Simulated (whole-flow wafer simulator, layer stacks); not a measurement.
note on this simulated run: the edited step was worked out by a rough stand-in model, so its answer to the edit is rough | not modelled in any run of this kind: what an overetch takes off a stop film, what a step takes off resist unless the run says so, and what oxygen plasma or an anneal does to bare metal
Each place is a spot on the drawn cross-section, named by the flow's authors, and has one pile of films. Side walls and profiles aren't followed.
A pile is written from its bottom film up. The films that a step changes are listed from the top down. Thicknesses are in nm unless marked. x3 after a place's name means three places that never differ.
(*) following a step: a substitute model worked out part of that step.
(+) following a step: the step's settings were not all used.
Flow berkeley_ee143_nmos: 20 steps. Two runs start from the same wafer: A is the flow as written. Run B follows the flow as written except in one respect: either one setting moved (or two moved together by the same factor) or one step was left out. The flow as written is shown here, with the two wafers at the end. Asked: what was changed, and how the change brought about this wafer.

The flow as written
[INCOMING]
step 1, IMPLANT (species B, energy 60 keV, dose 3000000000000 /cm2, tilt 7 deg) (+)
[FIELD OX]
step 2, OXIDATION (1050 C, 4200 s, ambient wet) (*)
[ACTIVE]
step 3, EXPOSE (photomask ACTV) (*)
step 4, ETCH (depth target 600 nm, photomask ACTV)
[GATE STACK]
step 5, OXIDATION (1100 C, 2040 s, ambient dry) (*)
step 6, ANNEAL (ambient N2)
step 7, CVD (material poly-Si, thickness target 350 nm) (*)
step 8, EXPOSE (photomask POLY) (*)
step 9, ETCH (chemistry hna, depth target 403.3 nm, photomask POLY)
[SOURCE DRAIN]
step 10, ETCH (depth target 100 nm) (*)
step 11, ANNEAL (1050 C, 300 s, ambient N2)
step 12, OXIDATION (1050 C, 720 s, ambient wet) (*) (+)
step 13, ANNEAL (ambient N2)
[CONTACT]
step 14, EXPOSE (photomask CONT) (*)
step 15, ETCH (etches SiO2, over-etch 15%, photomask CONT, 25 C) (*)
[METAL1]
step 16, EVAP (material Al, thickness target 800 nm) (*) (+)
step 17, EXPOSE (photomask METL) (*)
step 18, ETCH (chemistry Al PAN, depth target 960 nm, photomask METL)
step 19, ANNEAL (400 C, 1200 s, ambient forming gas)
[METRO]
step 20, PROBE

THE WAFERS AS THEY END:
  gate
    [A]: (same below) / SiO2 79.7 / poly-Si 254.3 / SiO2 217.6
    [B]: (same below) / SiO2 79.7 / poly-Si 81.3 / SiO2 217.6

The reason: step 7, CVD: thickness target 177 nm was run, while the flow as written has thickness target 350 nm.

Step by step, how the change led to this:
  step 7, CVD (material poly-Si, thickness target 350 nm) (*)
      gate, sd, contact, field: A +350 poly-Si (new film) | B +177 poly-Si (new film)
  step 9, ETCH (chemistry hna, depth target 403.3 nm, photomask POLY)
      sd, contact, field: A -350 poly-Si (all of it) | B -177 poly-Si (all of it)
